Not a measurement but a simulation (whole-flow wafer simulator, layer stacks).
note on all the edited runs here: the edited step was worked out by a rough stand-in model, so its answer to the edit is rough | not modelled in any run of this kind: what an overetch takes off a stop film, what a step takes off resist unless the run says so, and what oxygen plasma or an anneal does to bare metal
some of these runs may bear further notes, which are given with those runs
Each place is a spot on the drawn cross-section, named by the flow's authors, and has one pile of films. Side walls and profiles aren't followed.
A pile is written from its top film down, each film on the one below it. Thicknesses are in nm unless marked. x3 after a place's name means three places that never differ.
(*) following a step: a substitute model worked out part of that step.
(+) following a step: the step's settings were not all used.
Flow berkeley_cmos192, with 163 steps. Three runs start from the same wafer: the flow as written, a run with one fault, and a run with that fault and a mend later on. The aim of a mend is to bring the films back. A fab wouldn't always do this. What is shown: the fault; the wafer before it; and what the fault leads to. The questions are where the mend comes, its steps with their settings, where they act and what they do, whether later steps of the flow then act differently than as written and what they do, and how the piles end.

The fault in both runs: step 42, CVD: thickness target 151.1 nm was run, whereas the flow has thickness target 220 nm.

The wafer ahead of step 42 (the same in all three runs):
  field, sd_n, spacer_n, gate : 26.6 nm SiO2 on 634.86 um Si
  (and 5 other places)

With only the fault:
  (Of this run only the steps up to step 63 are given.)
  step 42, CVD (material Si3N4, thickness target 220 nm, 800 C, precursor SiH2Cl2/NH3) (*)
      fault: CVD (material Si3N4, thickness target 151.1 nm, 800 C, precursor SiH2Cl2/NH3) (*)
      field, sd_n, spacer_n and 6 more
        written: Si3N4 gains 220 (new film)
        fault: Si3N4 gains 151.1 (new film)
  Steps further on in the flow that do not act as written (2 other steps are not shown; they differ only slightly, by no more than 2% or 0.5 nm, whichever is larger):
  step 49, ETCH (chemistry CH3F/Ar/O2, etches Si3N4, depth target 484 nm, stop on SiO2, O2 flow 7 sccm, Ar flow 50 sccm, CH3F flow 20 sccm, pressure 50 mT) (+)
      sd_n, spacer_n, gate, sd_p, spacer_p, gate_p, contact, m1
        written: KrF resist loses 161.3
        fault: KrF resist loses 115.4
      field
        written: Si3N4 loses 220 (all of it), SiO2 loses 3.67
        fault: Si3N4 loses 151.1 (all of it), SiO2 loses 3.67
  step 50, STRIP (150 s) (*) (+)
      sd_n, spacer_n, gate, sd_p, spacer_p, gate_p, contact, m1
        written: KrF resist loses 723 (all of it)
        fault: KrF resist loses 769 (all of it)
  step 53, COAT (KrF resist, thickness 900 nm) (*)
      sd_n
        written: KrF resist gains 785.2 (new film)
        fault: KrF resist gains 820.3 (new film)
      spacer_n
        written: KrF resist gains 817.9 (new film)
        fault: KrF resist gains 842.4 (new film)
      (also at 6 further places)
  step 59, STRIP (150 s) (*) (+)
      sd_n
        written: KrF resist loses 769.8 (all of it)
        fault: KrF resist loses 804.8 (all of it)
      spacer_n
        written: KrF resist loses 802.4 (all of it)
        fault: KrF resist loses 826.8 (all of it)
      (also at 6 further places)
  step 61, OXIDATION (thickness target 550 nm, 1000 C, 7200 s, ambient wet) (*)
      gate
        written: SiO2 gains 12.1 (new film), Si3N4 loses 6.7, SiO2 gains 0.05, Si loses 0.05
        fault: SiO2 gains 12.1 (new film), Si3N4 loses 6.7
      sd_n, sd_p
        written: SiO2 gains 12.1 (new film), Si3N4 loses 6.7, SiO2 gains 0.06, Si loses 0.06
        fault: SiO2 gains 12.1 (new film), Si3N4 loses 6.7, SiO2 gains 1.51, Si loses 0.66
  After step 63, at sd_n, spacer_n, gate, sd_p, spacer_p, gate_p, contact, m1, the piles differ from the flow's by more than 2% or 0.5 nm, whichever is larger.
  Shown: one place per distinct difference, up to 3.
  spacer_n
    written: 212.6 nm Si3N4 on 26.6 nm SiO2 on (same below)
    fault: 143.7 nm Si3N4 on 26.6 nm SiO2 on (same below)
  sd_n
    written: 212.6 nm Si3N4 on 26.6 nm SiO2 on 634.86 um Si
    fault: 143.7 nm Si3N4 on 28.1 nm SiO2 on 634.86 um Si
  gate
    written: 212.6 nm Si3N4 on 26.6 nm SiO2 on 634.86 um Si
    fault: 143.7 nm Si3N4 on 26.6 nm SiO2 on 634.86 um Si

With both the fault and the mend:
  The mend stands after step 42.
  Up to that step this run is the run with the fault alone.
  step 42a, ETCH (chemistry h3po4, depth target 173.8 nm)
      field, sd_n, spacer_n and 6 more
        Si3N4 loses 151.1 (all of it)
  step 42b, CLEAN (chemistry SPM) (the flow's step 34, run once more)
      does not change any film at any place that is followed
  step 42c, CVD (material Si3N4, thickness target 220 nm, 800 C, precursor SiH2Cl2/NH3) (*) (the flow's step 42, run once more)
      field, sd_n, spacer_n and 6 more
        Si3N4 gains 220 (new film)
  None of the later steps of the flow acts differently than as written at any place that is followed.
  The piles end the same as the flow's at every place that both follow.
